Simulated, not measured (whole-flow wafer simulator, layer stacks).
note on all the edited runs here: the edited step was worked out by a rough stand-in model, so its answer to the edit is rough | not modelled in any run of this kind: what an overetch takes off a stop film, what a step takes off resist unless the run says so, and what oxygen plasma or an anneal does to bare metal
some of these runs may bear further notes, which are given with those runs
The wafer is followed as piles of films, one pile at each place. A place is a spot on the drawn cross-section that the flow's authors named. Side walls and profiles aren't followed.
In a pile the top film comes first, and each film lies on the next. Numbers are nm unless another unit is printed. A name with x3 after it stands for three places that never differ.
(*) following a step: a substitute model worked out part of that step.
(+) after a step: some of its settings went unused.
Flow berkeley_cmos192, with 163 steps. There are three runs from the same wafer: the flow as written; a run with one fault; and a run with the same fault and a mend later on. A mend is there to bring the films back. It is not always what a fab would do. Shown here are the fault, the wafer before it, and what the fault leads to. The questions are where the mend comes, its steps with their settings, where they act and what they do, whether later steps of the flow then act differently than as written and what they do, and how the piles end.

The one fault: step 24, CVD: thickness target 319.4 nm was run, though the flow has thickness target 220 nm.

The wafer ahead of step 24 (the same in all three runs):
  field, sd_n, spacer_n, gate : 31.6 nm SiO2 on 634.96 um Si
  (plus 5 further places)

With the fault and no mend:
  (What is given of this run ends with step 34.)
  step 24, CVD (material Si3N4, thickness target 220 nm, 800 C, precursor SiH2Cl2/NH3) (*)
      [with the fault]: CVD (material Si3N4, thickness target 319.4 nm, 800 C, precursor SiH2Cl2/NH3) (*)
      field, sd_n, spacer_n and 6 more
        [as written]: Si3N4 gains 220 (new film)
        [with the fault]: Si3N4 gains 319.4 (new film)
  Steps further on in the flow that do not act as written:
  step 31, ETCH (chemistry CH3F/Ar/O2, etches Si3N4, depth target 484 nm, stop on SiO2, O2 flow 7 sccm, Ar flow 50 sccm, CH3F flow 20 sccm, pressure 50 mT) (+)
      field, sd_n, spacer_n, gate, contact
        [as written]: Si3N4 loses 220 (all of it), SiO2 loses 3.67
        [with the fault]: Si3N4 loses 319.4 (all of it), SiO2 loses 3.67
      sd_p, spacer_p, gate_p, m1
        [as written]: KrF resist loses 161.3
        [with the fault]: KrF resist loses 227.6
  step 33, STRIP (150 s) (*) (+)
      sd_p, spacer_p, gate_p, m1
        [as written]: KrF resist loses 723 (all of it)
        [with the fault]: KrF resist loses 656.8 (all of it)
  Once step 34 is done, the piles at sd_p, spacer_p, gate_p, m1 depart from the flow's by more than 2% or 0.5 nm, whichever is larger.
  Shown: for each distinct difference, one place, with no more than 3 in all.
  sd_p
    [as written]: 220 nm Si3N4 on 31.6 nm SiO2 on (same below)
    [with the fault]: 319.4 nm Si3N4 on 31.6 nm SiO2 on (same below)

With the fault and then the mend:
  The mend stands after step 24.
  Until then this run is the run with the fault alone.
  step 24a, ETCH (chemistry h3po4, depth target 367.3 nm)
      field, sd_n, spacer_n and 6 more
        Si3N4 loses 319.4 (all of it)
  step 24b, CLEAN (chemistry SPM) (the flow's step 17 again)
      alters no film at any place that is followed
  step 24c, CVD (material Si3N4, thickness target 220 nm, 800 C, precursor SiH2Cl2/NH3) (*) (the flow's step 24 again)
      field, sd_n, spacer_n and 6 more
        Si3N4 gains 220 (new film)
  Every later step of the flow that is run acts as written at every place that is followed.
  By the end, the piles equal the flow's at every place that both follow.
